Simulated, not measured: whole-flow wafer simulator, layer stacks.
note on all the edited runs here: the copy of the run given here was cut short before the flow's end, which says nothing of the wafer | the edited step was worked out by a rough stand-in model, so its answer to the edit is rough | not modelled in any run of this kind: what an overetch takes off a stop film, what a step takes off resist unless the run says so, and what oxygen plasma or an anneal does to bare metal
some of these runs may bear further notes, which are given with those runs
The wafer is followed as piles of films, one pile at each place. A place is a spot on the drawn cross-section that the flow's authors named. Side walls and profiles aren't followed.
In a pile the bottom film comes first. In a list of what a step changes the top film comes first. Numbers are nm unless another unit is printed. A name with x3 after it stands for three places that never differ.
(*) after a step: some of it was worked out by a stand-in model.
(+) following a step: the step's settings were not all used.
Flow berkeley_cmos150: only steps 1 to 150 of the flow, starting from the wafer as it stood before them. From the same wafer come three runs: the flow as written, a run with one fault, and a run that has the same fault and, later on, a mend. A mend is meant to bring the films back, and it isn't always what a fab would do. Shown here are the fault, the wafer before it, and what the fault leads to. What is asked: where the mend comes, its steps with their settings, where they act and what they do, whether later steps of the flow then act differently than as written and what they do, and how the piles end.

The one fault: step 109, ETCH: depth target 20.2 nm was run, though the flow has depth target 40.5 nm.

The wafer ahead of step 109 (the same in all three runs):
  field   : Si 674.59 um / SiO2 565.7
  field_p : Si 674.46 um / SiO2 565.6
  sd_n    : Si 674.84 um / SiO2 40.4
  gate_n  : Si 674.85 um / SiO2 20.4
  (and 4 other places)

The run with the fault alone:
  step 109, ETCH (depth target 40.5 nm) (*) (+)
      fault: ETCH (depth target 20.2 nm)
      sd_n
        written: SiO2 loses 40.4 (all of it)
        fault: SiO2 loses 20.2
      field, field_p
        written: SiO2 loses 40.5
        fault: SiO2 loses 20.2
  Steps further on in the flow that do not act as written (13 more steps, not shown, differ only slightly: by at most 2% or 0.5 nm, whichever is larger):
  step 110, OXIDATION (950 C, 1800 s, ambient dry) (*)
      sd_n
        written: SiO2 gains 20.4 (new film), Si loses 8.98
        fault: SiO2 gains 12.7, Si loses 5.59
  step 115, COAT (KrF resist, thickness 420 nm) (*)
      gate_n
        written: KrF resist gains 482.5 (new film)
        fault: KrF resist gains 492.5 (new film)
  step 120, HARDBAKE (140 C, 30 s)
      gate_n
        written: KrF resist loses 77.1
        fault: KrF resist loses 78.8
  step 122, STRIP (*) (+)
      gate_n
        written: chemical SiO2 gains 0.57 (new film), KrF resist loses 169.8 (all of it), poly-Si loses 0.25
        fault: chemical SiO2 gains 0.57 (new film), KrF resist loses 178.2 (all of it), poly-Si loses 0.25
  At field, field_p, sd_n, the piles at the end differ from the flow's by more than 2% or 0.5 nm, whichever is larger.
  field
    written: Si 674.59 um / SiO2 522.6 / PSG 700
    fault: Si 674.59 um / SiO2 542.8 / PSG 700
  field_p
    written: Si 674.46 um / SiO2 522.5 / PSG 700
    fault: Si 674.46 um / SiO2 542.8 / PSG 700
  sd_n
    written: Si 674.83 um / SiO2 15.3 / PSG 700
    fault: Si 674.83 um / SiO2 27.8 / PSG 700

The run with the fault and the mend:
  The mend follows step 109.
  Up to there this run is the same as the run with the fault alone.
  step 109a, ETCH (depth target 20.3 nm) (*) (+) (a further turn of the flow's step 109, with different settings)
      field, field_p
        SiO2 loses 20.3
      sd_n
        SiO2 loses 20.2 (all of it)
  None of the later steps of the flow differs from how it acts as written, at any place that is followed, by more than 2% or 0.5 nm, whichever is larger.
  At every place that both follow, the piles at the end match the flow's.
